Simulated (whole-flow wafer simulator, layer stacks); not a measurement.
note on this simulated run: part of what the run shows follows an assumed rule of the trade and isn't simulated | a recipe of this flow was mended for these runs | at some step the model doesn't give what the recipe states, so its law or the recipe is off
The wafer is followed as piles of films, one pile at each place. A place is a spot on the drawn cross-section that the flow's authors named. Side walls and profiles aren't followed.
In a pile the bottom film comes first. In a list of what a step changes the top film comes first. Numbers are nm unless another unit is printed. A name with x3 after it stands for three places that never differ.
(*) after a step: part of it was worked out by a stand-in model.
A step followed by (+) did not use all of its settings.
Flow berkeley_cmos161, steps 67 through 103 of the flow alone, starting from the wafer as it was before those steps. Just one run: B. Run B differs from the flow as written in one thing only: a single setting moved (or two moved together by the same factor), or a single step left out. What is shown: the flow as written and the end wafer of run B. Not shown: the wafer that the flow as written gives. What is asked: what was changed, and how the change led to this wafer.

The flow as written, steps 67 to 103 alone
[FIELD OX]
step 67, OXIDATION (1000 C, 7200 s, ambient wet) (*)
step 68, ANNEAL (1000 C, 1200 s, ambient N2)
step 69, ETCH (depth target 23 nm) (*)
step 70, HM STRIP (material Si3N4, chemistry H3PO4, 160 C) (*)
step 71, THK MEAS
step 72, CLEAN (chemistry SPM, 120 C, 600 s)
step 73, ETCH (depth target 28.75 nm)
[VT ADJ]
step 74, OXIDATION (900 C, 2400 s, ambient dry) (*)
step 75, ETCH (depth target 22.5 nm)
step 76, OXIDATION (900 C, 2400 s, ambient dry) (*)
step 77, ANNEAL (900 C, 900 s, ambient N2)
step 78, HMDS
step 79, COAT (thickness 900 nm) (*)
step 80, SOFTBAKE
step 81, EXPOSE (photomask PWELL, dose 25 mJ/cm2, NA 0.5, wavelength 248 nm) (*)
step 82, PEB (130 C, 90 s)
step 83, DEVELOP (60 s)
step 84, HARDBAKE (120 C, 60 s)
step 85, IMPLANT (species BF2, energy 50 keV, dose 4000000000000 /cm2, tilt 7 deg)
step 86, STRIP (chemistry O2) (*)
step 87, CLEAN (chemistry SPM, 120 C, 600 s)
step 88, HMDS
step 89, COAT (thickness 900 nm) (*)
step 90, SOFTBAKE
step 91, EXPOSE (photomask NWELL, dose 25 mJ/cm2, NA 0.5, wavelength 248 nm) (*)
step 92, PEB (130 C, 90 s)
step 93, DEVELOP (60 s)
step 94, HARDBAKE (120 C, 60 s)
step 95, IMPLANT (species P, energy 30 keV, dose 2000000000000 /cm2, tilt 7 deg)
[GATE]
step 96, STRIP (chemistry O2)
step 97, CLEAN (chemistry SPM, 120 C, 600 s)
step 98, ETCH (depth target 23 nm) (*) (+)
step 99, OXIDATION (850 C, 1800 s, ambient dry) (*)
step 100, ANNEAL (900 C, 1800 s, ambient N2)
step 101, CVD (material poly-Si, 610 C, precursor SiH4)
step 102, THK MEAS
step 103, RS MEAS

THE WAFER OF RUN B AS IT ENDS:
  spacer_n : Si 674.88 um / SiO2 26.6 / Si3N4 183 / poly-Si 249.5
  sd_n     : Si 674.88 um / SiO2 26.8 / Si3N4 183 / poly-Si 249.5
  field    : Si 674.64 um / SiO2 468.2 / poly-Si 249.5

What caused this: step 70, HM STRIP: material Si3N4, chemistry H3PO4, 160 C (*), was omitted.

Step by step, how the change led to this:
  step 73, ETCH (depth target 28.75 nm)
      spacer_n, gate_n, spacer_p, gate_p, contact, m1: -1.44 Si3N4 (in the flow as written it would be: -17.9 SiO2 (all of it))
      sd_n, sd_p: -1.44 Si3N4 (in the flow as written it would be: -18.1 SiO2 (all of it))
  step 74, OXIDATION (900 C, 2400 s, ambient dry) (*)
      sd_n, spacer_n, gate_n, sd_p, spacer_p, gate_p, contact, m1: nothing (in the flow as written it would be: +14.9 SiO2 (new film), -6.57 Si)
  step 75, ETCH (depth target 22.5 nm)
      sd_n, spacer_n, gate_n, sd_p, spacer_p, gate_p, contact, m1: -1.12 Si3N4 (in the flow as written it would be: -14.9 SiO2 (all of it))
  step 76, OXIDATION (900 C, 2400 s, ambient dry) (*)
      sd_n, spacer_n, gate_n, sd_p, spacer_p, gate_p, contact, m1: nothing (in the flow as written it would be: +14.9 SiO2 (new film), -6.57 Si)
  step 79, COAT (thickness 900 nm) (*)
      field: +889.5 KrF-resist (new film) (in the flow as written it would be: +838.3 KrF-resist (new film))
      sd_n: +919.8 KrF-resist (new film) (in the flow as written it would be: +1020.9 KrF-resist (new film))
      (as well as at 7 more places)
  step 83, DEVELOP (60 s)
      field: -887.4 KrF-resist (all of it) (in the flow as written it would be: -836.4 KrF-resist (all of it))
      sd_n: -917.7 KrF-resist (all of it) (in the flow as written it would be: -1018.4 KrF-resist (all of it))
      (as well as at 4 more places)
  step 84, HARDBAKE (120 C, 60 s)
      sd_p: -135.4 KrF-resist (in the flow as written it would be: -147.7 KrF-resist)
      spacer_p: -135 KrF-resist (in the flow as written it would be: -144.7 KrF-resist)
      (as well as at 1 more place)
  step 86, STRIP (chemistry O2) (*)
      sd_p: -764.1 KrF-resist (all of it) (in the flow as written it would be: -834.2 KrF-resist (all of it))
      spacer_p: -761.7 KrF-resist (all of it) (in the flow as written it would be: -816.9 KrF-resist (all of it))
      (as well as at 1 more place)
  step 89, COAT (thickness 900 nm) (*)
      field: +889.5 KrF-resist (new film) (in the flow as written it would be: +838.3 KrF-resist (new film))
      sd_n: +919.8 KrF-resist (new film) (in the flow as written it would be: +1020.9 KrF-resist (new film))
      (as well as at 7 more places)
  step 93, DEVELOP (60 s)
      sd_p: -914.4 KrF-resist (all of it) (in the flow as written it would be: -996.9 KrF-resist (all of it))
      spacer_p: -911.6 KrF-resist (all of it) (in the flow as written it would be: -976.5 KrF-resist (all of it))
      (as well as at 1 more place)
  step 94, HARDBAKE (120 C, 60 s)
      spacer_n, gate_n: -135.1 KrF-resist (in the flow as written it would be: -145.2 KrF-resist)
      field: -131.3 KrF-resist (in the flow as written it would be: -123.7 KrF-resist)
      (as well as at 3 more places)
  step 96, STRIP (chemistry O2)
      field: -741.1 KrF-resist (all of it) (in the flow as written it would be: -697.7 KrF-resist (all of it))
      sd_n: -766.8 KrF-resist (all of it) (in the flow as written it would be: -852.5 KrF-resist (all of it))
      (as well as at 4 more places)
  step 98, ETCH (depth target 23 nm) (*) (+)
      sd_n, spacer_n, gate_n, sd_p, spacer_p, gate_p, contact, m1: -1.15 Si3N4 (in the flow as written it would be: -14.9 SiO2 (all of it))
  step 99, OXIDATION (850 C, 1800 s, ambient dry) (*)
      sd_n, spacer_n, gate_n, sd_p, spacer_p, gate_p, contact, m1: nothing (in the flow as written it would be: +7.48 SiO2 (new film), -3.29 Si)
